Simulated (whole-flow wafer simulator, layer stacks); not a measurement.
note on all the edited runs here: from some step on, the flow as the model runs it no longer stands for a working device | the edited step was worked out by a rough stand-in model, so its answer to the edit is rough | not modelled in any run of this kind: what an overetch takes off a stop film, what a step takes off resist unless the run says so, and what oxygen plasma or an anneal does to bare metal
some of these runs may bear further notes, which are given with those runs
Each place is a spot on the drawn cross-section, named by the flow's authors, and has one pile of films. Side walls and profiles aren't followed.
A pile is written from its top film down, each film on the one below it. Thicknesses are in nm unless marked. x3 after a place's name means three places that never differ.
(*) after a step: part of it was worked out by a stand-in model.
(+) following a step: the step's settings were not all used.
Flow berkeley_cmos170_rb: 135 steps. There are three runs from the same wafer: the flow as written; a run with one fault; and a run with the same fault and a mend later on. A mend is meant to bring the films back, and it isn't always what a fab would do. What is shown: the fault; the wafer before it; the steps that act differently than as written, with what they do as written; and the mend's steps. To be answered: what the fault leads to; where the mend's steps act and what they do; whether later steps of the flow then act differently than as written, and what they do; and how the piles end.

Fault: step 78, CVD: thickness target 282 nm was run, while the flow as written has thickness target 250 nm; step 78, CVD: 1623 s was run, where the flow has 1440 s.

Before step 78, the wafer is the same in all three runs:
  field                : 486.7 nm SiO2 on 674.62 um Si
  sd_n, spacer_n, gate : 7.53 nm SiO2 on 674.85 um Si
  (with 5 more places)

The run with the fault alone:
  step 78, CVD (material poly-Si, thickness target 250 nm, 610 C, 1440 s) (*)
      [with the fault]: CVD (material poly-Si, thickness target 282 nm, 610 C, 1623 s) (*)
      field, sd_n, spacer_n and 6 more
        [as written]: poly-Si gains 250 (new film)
        [with the fault]: poly-Si gains 282 (new film)
  Steps later in the flow that act otherwise than as written (8 other steps are not shown; they differ only slightly, by no more than 2% or 0.5 nm, whichever is larger):
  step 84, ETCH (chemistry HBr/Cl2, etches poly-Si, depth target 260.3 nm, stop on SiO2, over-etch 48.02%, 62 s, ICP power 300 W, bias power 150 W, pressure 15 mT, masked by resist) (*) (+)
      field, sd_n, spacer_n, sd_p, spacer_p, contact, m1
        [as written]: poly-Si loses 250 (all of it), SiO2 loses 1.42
        [with the fault]: poly-Si loses 282 (all of it), SiO2 loses 0.52
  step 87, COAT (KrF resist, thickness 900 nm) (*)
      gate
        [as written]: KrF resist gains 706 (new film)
        [with the fault]: KrF resist gains 681.3 (new film)
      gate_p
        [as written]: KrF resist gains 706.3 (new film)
        [with the fault]: KrF resist gains 681.8 (new film)
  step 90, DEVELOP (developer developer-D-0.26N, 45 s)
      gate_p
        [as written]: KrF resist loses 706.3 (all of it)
        [with the fault]: KrF resist loses 681.8 (all of it)
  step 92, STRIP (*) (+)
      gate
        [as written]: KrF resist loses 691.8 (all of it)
        [with the fault]: KrF resist loses 667.1 (all of it)
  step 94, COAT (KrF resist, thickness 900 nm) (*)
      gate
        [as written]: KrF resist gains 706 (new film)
        [with the fault]: KrF resist gains 681.3 (new film)
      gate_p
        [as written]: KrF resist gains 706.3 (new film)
        [with the fault]: KrF resist gains 681.8 (new film)
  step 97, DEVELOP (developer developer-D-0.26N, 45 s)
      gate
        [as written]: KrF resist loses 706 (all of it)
        [with the fault]: KrF resist loses 681.3 (all of it)
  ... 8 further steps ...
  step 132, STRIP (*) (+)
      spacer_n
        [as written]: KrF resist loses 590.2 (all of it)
        [with the fault]: KrF resist loses 575.5 (all of it)
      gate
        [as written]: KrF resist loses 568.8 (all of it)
        [with the fault]: KrF resist loses 556.3 (all of it)
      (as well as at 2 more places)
  At spacer_n, gate, spacer_p, gate_p, the piles at the end differ from the flow's by more than 2% or 0.5 nm, whichever is larger.
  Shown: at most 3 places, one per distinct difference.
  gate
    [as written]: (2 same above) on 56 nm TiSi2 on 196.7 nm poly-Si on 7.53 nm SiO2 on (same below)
    [with the fault]: (2 same above) on 56 nm TiSi2 on 228.7 nm poly-Si on 7.53 nm SiO2 on (same below)
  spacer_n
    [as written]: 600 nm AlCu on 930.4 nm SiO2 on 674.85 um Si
    [with the fault]: 600 nm AlCu on 962.4 nm SiO2 on 674.85 um Si
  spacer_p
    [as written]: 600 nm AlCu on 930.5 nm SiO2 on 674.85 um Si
    [with the fault]: 600 nm AlCu on 962.5 nm SiO2 on 674.85 um Si

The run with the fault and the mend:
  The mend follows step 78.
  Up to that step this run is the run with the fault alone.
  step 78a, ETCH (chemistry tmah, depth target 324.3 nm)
      field, sd_n, spacer_n and 6 more
        poly-Si loses 282 (all of it)
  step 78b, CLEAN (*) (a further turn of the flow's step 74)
      alters no film at any place that is followed
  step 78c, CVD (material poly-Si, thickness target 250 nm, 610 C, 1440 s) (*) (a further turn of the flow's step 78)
      field, sd_n, spacer_n and 6 more
        poly-Si gains 250 (new film)
  None of the later steps of the flow acts differently than as written at any place that is followed.
  The piles end the same as the flow's at every place that both follow.
